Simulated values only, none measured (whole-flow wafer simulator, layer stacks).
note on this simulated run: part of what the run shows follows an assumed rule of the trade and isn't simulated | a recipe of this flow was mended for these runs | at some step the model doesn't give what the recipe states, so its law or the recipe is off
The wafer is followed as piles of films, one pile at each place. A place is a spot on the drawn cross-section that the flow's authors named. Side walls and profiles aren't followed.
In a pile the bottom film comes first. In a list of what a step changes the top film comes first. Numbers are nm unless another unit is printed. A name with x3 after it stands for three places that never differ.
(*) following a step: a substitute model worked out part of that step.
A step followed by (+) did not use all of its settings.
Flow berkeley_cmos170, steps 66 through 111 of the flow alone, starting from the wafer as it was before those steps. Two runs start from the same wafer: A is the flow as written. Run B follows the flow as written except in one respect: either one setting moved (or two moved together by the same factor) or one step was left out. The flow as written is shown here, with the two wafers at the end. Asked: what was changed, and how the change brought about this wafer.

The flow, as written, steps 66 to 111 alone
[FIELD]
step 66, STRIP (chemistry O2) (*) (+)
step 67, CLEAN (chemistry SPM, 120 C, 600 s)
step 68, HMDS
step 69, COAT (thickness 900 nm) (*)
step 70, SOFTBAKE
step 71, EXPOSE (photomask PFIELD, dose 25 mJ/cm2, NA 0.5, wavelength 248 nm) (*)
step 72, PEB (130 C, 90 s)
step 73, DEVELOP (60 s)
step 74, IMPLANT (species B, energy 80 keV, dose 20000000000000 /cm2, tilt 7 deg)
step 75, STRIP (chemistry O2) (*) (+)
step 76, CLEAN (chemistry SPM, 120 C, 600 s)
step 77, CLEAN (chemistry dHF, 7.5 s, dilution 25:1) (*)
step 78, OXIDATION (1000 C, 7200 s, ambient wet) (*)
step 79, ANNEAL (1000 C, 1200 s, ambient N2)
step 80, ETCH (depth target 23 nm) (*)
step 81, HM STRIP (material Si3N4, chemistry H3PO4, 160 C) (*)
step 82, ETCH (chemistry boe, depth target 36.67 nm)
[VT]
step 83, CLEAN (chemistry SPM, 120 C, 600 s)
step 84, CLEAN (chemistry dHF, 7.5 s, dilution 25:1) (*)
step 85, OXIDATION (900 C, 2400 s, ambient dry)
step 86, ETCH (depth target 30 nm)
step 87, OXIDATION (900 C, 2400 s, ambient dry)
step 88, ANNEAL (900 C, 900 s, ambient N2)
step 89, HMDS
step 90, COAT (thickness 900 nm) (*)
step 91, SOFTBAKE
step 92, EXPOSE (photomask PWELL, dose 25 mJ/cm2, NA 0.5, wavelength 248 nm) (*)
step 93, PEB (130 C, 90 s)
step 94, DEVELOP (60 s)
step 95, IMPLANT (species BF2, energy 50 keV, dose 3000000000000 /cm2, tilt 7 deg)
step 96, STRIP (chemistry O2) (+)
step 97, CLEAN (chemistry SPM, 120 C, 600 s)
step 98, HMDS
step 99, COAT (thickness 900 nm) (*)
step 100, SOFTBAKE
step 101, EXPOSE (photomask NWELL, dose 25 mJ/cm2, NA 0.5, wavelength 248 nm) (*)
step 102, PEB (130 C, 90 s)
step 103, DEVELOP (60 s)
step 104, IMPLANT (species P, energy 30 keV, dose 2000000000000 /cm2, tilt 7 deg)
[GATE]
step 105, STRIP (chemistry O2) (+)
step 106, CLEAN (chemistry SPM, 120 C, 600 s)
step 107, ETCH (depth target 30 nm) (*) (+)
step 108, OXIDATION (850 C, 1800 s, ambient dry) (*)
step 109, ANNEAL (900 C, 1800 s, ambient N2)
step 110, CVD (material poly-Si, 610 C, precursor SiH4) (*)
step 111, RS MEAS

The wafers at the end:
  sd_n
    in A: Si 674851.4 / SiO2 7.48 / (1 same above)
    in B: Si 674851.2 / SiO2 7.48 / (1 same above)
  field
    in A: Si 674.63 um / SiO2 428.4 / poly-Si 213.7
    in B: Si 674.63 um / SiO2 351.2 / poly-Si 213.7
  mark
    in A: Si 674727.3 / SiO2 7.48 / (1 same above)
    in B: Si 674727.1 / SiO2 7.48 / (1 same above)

The reason: step 81, HM STRIP: 184 C was run, while the flow as written has 160 C.

Step by step, how the change led to this:
  step 81, HM STRIP (material Si3N4, chemistry H3PO4, 160 C) (*)
      mark, sd_n, spacer_n and 9 more: A -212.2 Si3N4 (all of it), -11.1 SiO2 | B +0.5 chemical SiO2 (new film), -212.2 Si3N4 (all of it), -26.6 SiO2 (all of it), -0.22 Si
      field: A -17.7 SiO2 | B -95.6 SiO2
  step 82, ETCH (chemistry boe, depth target 36.67 nm)
      mark, sd_n, spacer_n and 9 more: A -15.5 SiO2 (all of it) | B -0.5 chemical SiO2 (all of it)
  step 90, COAT (thickness 900 nm) (*)
      field: A +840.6 KrF-resist (new film) | B +861.7 KrF-resist (new film)
      sd_n: A +1004.6 KrF-resist (new film) | B +966.7 KrF-resist (new film)
      (also at 10 further places)
  step 94, DEVELOP (60 s)
      field: A -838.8 KrF-resist (all of it) | B -859.8 KrF-resist (all of it)
      sd_n: A -1002.3 KrF-resist (all of it) | B -964.5 KrF-resist (all of it)
      (also at 7 further places)
  step 96, STRIP (chemistry O2) (+)
      sd_p: A -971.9 KrF-resist (all of it) | B -940.3 KrF-resist (all of it)
      spacer_p: A -953.7 KrF-resist (all of it) | B -929.2 KrF-resist (all of it)
      (also at 1 further place)
  step 99, COAT (thickness 900 nm) (*)
      field: A +840.6 KrF-resist (new film) | B +861.7 KrF-resist (new film)
      sd_n: A +1004.6 KrF-resist (new film) | B +966.7 KrF-resist (new film)
      (also at 10 further places)
  step 103, DEVELOP (60 s)
      sd_p: A -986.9 KrF-resist (all of it) | B -955.3 KrF-resist (all of it)
      spacer_p: A -968.6 KrF-resist (all of it) | B -944.2 KrF-resist (all of it)
      (also at 1 further place)
  step 105, STRIP (chemistry O2) (+)
      field: A -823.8 KrF-resist (all of it) | B -844.9 KrF-resist (all of it)
      sd_n: A -987.4 KrF-resist (all of it) | B -949.6 KrF-resist (all of it)
      (also at 7 further places)
